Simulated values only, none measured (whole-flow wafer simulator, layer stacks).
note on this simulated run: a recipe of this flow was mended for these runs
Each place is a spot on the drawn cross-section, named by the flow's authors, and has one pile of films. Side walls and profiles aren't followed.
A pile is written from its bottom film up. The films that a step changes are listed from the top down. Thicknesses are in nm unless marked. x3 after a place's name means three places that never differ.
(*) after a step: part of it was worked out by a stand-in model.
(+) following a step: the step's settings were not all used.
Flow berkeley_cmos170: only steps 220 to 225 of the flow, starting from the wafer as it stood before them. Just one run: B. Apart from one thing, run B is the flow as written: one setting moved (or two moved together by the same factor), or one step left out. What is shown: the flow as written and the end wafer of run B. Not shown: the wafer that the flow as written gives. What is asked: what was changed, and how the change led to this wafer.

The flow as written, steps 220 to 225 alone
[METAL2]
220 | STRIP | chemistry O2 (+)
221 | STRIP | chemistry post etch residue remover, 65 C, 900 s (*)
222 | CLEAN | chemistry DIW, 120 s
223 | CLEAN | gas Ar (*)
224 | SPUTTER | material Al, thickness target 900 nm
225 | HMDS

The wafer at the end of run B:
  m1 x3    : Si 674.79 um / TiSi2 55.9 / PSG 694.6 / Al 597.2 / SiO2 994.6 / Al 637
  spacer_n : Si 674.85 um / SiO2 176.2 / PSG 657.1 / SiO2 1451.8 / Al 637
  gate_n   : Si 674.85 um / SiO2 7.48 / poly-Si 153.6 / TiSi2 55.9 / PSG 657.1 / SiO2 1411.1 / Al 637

Cause: step 224, SPUTTER: thickness target 637 nm was run, though the flow has thickness target 900 nm.
The wafer lets one read it off: m1 x3 has Al 637, and step 224 as written asks for 900 nm.

Step by step, how the change led to this:
  224 | SPUTTER | material Al, thickness target 900 nm
      field, mark, sd_n and 9 more: Al gains 637 (new film) (as written it would have been: Al gains 900 (new film))
      via1: Al gains 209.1 (as written it would have been: Al gains 259.4)
